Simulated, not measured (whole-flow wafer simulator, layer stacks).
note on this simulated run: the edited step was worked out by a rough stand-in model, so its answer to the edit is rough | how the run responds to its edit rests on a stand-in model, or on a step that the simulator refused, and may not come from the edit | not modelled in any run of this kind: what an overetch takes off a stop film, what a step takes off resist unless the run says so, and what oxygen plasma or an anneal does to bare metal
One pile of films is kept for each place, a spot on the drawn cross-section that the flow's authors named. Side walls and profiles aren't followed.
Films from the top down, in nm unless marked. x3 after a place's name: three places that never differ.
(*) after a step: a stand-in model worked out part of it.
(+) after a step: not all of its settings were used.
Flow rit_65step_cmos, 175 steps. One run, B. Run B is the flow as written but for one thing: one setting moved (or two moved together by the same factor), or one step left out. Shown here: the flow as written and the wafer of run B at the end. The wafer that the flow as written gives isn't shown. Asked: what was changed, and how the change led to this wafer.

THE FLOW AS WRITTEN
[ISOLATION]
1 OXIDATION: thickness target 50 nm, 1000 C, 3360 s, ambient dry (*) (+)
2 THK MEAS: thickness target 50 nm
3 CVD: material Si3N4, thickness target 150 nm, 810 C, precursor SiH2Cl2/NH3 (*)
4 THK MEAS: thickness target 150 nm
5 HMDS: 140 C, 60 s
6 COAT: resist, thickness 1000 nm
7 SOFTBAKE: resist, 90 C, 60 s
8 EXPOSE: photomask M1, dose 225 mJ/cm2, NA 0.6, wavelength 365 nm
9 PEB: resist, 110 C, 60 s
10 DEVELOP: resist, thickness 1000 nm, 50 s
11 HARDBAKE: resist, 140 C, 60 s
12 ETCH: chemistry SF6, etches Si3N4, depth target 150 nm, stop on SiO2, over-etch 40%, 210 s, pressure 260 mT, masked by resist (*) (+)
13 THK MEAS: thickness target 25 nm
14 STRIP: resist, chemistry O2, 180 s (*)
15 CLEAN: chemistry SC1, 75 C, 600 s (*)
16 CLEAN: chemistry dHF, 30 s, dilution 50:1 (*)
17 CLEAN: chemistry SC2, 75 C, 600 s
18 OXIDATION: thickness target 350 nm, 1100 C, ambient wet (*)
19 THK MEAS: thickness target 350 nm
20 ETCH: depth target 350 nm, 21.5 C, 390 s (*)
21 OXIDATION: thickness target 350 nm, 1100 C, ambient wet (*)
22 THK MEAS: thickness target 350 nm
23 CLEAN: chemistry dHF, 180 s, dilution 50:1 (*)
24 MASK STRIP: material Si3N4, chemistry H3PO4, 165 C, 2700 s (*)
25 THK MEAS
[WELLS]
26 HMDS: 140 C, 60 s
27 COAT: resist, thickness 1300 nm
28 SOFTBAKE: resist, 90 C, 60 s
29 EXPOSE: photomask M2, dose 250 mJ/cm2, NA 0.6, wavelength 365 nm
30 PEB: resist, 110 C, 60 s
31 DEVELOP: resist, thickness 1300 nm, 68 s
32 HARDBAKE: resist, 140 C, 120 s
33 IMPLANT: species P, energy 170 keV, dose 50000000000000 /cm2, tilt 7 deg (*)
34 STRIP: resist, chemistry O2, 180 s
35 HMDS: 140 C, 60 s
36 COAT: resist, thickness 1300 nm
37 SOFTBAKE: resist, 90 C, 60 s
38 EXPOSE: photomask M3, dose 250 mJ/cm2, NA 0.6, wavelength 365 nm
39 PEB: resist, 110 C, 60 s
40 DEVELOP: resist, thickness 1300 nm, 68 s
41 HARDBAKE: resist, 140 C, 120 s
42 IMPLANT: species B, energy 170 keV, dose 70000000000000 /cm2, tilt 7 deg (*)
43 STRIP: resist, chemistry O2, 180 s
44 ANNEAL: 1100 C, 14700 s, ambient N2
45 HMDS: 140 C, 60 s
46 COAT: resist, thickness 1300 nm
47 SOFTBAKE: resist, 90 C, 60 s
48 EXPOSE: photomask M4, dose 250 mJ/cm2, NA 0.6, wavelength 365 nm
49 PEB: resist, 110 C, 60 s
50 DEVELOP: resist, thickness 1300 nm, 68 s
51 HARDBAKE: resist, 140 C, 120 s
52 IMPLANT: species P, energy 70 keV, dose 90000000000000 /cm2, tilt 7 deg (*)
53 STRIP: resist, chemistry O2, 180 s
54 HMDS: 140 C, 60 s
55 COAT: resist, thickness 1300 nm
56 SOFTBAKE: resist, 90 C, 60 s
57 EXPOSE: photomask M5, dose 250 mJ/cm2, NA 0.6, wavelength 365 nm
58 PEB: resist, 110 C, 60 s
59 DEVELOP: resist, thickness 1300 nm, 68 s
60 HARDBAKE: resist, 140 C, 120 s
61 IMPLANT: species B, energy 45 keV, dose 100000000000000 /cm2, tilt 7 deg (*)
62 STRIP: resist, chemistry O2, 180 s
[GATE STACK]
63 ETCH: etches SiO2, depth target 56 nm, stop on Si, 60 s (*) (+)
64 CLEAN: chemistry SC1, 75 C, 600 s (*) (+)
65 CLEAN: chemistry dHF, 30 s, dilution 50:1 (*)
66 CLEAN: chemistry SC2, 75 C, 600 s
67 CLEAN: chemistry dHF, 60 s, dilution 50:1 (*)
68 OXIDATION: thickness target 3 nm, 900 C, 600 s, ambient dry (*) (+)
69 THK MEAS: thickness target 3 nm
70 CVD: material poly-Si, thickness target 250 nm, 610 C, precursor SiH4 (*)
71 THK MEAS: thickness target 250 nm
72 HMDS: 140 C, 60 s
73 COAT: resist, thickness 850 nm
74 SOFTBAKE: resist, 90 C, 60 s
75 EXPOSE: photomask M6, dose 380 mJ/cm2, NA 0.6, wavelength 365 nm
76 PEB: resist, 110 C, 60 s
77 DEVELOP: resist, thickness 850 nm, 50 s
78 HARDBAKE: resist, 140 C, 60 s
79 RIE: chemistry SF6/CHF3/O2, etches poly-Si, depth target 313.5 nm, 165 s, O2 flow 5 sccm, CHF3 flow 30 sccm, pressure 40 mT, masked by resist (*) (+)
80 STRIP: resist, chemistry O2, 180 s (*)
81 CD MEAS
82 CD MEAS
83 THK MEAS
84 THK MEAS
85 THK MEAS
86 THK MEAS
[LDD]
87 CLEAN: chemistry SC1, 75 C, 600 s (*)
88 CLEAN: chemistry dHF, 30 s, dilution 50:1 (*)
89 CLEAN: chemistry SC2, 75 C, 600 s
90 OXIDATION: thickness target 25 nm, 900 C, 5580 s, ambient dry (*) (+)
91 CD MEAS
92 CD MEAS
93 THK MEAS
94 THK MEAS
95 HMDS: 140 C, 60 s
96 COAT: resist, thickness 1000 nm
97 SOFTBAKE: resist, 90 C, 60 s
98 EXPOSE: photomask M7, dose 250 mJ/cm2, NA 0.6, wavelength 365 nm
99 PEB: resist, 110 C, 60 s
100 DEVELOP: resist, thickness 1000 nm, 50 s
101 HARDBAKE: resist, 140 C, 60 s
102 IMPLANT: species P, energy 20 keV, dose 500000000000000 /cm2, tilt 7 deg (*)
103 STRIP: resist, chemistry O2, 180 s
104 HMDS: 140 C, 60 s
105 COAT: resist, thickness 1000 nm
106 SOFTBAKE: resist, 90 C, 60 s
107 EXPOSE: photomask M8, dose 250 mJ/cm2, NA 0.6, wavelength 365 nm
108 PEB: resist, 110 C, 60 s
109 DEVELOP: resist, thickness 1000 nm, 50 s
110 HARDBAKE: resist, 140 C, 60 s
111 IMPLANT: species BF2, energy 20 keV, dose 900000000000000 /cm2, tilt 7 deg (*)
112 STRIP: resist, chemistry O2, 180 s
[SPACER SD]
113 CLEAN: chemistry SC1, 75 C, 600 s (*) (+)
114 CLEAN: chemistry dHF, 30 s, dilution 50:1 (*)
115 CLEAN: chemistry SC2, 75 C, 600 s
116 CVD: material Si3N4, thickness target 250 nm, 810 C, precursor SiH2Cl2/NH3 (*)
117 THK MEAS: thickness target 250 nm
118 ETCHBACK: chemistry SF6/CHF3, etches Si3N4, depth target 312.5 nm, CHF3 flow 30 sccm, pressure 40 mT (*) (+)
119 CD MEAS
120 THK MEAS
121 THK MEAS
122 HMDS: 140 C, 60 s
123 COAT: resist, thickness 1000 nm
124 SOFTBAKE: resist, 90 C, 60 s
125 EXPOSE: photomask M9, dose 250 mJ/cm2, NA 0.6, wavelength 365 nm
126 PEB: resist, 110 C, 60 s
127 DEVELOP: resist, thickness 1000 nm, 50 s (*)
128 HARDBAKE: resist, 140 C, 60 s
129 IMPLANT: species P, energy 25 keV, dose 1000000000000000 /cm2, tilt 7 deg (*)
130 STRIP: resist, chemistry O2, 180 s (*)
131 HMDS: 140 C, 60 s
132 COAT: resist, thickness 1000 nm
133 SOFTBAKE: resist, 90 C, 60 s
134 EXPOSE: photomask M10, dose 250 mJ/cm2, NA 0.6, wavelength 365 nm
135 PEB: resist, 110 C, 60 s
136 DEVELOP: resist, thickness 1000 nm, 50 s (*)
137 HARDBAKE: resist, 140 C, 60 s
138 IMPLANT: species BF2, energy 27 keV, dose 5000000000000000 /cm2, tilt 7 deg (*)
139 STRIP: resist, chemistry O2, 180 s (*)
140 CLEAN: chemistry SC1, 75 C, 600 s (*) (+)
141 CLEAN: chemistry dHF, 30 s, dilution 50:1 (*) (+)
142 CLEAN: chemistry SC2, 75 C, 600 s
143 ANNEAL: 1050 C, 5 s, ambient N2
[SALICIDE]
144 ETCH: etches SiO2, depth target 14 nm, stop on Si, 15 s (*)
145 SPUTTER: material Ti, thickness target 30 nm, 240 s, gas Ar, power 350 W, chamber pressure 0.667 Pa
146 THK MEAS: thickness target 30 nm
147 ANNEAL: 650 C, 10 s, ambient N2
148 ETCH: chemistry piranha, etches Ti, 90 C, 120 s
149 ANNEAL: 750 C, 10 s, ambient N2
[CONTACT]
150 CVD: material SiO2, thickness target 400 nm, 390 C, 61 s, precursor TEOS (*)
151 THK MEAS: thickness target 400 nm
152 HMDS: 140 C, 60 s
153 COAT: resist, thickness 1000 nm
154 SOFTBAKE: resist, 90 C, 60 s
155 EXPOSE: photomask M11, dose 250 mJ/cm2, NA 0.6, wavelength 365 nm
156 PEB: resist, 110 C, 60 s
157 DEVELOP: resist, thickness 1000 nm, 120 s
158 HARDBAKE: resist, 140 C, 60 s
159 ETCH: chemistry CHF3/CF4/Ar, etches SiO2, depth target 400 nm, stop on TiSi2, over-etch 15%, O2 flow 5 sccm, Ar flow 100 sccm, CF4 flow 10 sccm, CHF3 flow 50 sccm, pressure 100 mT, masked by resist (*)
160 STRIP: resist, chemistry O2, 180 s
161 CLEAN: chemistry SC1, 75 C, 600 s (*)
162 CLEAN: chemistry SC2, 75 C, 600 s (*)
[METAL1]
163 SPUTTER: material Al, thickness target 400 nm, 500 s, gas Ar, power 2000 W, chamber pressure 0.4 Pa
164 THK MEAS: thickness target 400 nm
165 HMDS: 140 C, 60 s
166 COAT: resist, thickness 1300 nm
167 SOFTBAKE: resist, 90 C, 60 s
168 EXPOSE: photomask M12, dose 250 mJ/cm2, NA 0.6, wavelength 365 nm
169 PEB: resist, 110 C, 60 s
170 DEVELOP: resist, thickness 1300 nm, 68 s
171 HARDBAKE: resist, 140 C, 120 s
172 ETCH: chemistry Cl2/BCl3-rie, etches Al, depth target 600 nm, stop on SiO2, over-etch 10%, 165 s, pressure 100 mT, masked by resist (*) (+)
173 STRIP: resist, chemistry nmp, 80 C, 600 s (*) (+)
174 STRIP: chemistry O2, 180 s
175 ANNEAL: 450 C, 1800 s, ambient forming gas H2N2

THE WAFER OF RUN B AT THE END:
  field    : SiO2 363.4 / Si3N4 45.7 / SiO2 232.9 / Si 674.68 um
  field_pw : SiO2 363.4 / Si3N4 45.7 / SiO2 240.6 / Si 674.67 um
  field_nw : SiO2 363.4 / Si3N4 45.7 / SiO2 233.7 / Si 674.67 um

The cause: step 118, ETCHBACK: depth target 203.1 nm was run, where the flow has depth target 312.5 nm.

How the change led to this, step by step:
  118 ETCHBACK: chemistry SF6/CHF3, etches Si3N4, depth target 312.5 nm, CHF3 flow 30 sccm, pressure 40 mT (*) (+)
      field, field_pw, field_nw, field_p: Si3N4 -203.1 (as written it would be: Si3N4 -250 (all of it), SiO2 -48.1)
      gate_n: Si3N4 -203.1 (as written it would be: Si3N4 -250 (all of it), SiO2 -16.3 (all of it), poly-Si -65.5)
      (and at 1 more place)
  123 COAT: resist, thickness 1000 nm
      field: resist +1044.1 (new film) (as written it would be: resist +1066.4 (new film))
      field_p: resist +1051.2 (new film) (as written it would be: resist +1073.5 (new film))
      (and at 4 more places)
  126 PEB: resist, 110 C, 60 s
      gate_n, gate_p: resist -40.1 (as written it would be: resist -43.1)
      field: resist -54.3 (as written it would be: resist -55.6)
      (and at 3 more places)
  127 DEVELOP: resist, thickness 1000 nm, 50 s (*)
      field: resist -989.9 (all of it) (as written it would be: resist -1010.9 (all of it))
      gate_n: resist -739.2 (all of it) (as written it would be: resist -791.9 (all of it))
      (and at 1 more place)
  128 HARDBAKE: resist, 140 C, 60 s
      field_nw: resist -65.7 (as written it would be: resist -67.1)
      field_p: resist -67.2 (as written it would be: resist -68.8)
      (and at 2 more places)
  130 STRIP: resist, chemistry O2, 180 s (*)
      gate_n: nothing (as written it would be: chemical SiO2 +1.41 (new film), poly-Si -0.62)
      gate_p: resist -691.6 (all of it) (as written it would be: chemical SiO2 +1.31 (new film), resist -741.1 (all of it), poly-Si -0.58)
      (and at 2 more places)
  132 COAT: resist, thickness 1000 nm
      field: resist +1044.1 (new film) (as written it would be: resist +1067 (new film))
      field_p: resist +1051.2 (new film) (as written it would be: resist +1074 (new film))
      (and at 4 more places)
  135 PEB: resist, 110 C, 60 s
      gate_n, gate_p: resist -40.1 (as written it would be: resist -43.1)
      spacer, spacer_p: resist -40 (as written it would be: resist -42)
      (and at 2 more places)
  136 DEVELOP: resist, thickness 1000 nm, 50 s (*)
      field_p: resist -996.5 (all of it) (as written it would be: resist -1018 (all of it))
      gate_p: resist -739.4 (all of it) (as written it would be: resist -792.8 (all of it))
      (and at 1 more place)
  137 HARDBAKE: resist, 140 C, 60 s
      field: resist -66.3 (as written it would be: resist -68.3)
      field_nw: resist -65.7 (as written it would be: resist -67.1)
      (and at 2 more places)
  139 STRIP: resist, chemistry O2, 180 s (*)
      gate_n: resist -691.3 (all of it) (as written it would be: resist -740 (all of it), chemical SiO2 +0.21, poly-Si -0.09)
      field: resist -923.5 (all of it) (as written it would be: resist -943.1 (all of it))
      (and at 1 more place)
  140 CLEAN: chemistry SC1, 75 C, 600 s (*) (+)
      field, field_pw, field_nw, field_p: Si3N4 -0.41 (as written it would be: SiO2 -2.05)
      gate_n, gate_p: Si3N4 -0.41 (as written it would be: chemical SiO2 -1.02, poly-Si -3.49)
  141 CLEAN: chemistry dHF, 30 s, dilution 50:1 (*) (+)
      field, field_p: Si3N4 -0.43 (as written it would be: SiO2 -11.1)
      field_pw, field_nw: Si3N4 -0.43 (as written it would be: SiO2 -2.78)
      (and at 2 more places)
  144 ETCH: etches SiO2, depth target 14 nm, stop on Si, 15 s (*)
      field, field_pw, field_nw, field_p: Si3N4 -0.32 (as written it would be: SiO2 -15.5)
  145 SPUTTER: material Ti, thickness target 30 nm, 240 s, gas Ar, power 350 W, chamber pressure 0.667 Pa
      gate_n: Ti +30 (new film) (as written it would be: Ti +27.3 (new film))
      gate_p: Ti +30 (new film) (as written it would be: Ti +27.2 (new film))
  147 ANNEAL: 650 C, 10 s, ambient N2
      gate_n: nothing (as written it would be: Ti -21.3, TiSi first +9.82 (new film), TiSi2 C49 +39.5 (new film), poly-Si -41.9)
      gate_p: nothing (as written it would be: Ti -21.2, TiSi first +9.56 (new film), TiSi2 C49 +39.6 (new film), poly-Si -41.9)
  ... 9 more steps ...
  170 DEVELOP: resist, thickness 1300 nm, 68 s
      field: resist -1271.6 (all of it) (as written it would be: resist -1316.6 (all of it))
      field_pw: resist -1259.5 (all of it) (as written it would be: resist -1285.5 (all of it))
      (and at 6 more places)
